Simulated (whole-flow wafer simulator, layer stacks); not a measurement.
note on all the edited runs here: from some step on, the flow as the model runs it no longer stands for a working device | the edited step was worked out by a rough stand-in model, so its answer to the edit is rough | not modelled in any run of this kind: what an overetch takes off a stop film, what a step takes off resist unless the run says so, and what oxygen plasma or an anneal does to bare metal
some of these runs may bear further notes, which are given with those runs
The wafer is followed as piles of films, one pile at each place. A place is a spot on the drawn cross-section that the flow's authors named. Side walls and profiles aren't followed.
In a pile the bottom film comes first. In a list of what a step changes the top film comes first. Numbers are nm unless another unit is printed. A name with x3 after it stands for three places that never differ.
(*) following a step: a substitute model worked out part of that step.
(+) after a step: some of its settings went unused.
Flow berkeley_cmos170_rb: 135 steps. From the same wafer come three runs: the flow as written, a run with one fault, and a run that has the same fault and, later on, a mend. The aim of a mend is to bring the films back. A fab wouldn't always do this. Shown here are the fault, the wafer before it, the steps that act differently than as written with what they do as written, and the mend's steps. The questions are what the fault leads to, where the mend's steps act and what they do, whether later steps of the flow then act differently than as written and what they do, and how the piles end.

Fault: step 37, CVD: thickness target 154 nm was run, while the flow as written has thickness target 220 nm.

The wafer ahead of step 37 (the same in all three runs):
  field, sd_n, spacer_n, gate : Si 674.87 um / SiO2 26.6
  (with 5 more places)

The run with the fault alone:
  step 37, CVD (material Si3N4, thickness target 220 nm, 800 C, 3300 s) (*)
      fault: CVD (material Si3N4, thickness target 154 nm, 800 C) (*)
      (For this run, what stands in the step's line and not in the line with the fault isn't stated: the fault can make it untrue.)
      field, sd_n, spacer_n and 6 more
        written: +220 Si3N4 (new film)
        fault: +154 Si3N4 (new film)
  Later steps of the flow acting differently than as written (not shown: 30 more steps that differ only slightly, by at most 2% or 0.5 nm, whichever is larger):
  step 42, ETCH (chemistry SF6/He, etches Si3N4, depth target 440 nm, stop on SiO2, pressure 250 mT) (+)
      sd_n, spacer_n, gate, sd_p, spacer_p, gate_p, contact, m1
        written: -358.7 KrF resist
        fault: -251.1 KrF resist
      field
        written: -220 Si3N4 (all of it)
        fault: -154 Si3N4 (all of it)
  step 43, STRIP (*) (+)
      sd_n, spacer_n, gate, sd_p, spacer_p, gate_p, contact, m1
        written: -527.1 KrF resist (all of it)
        fault: -634.7 KrF resist (all of it)
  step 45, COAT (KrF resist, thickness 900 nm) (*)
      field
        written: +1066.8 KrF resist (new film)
        fault: +1016.8 KrF resist (new film)
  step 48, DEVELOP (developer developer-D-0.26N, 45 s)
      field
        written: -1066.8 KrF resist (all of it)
        fault: -1016.8 KrF resist (all of it)
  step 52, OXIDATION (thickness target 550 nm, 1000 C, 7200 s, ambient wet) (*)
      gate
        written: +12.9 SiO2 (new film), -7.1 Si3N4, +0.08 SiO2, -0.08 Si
        fault: +12.9 SiO2 (new film), -7.1 Si3N4
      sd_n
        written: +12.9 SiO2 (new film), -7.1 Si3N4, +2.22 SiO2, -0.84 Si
        fault: +12.9 SiO2 (new film), -7.1 Si3N4, +14.1 SiO2, -6.26 Si
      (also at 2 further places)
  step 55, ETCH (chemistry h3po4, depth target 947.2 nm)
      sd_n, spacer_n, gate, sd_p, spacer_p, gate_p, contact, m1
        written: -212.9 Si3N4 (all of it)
        fault: -146.9 Si3N4 (all of it)
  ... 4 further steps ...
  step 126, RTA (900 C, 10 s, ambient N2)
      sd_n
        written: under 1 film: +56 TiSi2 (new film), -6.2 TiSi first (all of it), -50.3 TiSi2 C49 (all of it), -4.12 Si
        fault: under 1 film: +55.1 TiSi2 (new film), -5.2 TiSi first (all of it), -50.8 TiSi2 C49 (all of it), -3.45 Si
  At the end the piles are close to the flow's at the places that both follow, differing by at most 2% or 0.5 nm, whichever is larger.

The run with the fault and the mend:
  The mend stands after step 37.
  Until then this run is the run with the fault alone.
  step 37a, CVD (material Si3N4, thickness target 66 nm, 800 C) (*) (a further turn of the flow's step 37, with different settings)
      field, sd_n, spacer_n and 6 more
        +66 Si3N4
  Later steps of the flow that are run all act as written at every place that is followed.
  At every place that both follow, the piles at the end match the flow's.
